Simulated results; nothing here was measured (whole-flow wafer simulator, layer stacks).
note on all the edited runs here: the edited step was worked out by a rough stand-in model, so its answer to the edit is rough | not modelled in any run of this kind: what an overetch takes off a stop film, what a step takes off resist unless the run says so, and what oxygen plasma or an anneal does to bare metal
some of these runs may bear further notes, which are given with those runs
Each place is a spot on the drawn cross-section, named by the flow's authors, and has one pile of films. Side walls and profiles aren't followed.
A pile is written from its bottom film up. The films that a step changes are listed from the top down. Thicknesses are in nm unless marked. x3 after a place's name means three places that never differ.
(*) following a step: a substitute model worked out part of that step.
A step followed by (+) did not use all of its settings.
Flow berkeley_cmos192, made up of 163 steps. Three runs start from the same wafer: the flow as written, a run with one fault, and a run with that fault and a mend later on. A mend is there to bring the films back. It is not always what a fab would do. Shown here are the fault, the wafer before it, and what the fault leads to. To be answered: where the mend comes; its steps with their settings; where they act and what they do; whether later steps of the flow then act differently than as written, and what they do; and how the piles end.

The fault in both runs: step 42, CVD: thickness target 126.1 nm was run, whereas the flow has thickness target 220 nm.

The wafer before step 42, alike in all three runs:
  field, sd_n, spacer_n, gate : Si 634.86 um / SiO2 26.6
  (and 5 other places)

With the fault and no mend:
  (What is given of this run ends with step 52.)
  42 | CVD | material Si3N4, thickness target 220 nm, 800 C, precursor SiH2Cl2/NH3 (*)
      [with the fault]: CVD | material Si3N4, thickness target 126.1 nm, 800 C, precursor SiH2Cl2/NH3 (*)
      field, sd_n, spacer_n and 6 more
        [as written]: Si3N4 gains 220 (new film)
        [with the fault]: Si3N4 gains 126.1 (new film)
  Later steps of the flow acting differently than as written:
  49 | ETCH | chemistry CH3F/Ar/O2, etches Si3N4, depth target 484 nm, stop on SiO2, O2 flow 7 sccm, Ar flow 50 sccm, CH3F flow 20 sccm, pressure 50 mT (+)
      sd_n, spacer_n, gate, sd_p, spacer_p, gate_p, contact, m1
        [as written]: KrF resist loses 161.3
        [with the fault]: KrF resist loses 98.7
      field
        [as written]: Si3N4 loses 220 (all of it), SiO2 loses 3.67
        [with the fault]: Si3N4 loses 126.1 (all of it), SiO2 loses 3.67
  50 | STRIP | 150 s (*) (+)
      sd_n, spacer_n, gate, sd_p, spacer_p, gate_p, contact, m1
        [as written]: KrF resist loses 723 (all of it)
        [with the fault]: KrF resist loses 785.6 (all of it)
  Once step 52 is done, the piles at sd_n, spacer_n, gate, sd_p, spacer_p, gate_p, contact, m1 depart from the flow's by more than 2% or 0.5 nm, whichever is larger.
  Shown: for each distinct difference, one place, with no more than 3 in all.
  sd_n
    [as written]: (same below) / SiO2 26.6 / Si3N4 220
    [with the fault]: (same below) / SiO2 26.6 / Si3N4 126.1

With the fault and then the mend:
  After step 42 comes the mend.
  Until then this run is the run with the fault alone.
  42a | ETCH | chemistry h3po4, depth target 145 nm
      field, sd_n, spacer_n and 6 more
        Si3N4 loses 126.1 (all of it)
  42b | CLEAN | chemistry SPM (the flow's step 34, run once more)
      does not change any film at any place that is followed
  42c | CVD | material Si3N4, thickness target 220 nm, 800 C, precursor SiH2Cl2/NH3 (*) (the flow's step 42, run once more)
      field, sd_n, spacer_n and 6 more
        Si3N4 gains 220 (new film)
  None of the later steps of the flow acts differently than as written at any place that is followed.
  At every place that both follow, the piles at the end match the flow's.
